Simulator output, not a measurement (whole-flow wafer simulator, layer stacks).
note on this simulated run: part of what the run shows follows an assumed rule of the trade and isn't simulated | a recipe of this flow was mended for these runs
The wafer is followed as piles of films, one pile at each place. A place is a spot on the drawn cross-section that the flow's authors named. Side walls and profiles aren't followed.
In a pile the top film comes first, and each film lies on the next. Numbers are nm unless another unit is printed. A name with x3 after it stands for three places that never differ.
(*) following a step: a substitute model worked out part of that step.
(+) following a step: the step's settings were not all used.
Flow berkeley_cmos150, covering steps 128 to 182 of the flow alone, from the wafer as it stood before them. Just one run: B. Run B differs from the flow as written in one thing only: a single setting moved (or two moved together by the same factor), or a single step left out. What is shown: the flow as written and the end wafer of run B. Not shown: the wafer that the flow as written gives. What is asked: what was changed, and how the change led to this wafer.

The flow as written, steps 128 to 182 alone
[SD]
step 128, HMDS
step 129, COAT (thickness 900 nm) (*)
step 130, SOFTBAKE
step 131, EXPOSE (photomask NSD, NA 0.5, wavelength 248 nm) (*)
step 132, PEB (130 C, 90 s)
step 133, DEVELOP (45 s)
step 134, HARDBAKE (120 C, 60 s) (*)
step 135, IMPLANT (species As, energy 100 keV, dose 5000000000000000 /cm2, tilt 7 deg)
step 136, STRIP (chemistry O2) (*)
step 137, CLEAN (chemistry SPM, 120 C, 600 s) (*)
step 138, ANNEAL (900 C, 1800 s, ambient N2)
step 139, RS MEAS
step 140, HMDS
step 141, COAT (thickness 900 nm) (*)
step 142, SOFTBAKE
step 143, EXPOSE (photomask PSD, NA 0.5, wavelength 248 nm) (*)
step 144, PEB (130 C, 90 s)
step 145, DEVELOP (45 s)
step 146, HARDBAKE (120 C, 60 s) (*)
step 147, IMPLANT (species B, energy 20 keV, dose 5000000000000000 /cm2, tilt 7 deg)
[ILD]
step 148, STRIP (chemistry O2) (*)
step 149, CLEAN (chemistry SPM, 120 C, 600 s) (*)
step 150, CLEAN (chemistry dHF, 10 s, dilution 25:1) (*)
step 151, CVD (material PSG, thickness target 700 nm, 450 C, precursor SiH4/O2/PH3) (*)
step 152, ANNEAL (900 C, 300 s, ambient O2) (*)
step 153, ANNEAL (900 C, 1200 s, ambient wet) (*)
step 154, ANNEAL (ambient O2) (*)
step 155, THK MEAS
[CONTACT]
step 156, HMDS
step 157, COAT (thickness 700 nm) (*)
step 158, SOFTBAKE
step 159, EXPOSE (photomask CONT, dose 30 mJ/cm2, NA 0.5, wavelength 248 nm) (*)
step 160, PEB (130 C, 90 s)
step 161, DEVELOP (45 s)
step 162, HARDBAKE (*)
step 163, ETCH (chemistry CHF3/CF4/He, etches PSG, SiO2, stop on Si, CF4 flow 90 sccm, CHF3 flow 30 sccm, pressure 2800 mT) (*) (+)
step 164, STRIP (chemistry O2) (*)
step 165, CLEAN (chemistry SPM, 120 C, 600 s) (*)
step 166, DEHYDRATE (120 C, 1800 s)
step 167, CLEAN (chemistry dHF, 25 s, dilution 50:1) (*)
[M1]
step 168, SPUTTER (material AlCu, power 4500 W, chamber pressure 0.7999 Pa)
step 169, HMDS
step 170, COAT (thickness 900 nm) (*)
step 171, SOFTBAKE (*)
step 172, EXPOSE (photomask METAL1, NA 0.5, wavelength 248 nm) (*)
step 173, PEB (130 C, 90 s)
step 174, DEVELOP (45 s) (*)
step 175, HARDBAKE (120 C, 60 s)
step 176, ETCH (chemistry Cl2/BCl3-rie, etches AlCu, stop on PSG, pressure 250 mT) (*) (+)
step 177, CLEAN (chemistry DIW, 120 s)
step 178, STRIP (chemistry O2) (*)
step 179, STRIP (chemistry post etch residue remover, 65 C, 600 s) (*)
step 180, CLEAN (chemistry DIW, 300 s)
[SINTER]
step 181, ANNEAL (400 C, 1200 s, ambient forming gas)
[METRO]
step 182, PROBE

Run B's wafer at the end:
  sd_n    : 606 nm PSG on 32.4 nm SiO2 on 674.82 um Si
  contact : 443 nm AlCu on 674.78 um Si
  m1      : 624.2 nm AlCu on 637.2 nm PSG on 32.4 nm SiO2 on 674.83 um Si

The reason: step 138, ANNEAL: 900 C, 1800 s, ambient N2, was skipped.

Step by step, how the change led to this:
  step 150, CLEAN (chemistry dHF, 10 s, dilution 25:1) (*)
      sd_n, contact, m1: -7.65 SiO2 (in the flow as written it would be: -1.92 SiO2)
  step 163, ETCH (chemistry CHF3/CF4/He, etches PSG, SiO2, stop on Si, CF4 flow 90 sccm, CHF3 flow 30 sccm, pressure 2800 mT) (*) (+)
      contact: -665 PSG (all of it), -32.4 SiO2 (all of it), -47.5 Si (in the flow as written it would be: -665 PSG (all of it), -38.1 SiO2 (all of it), -47.5 Si)
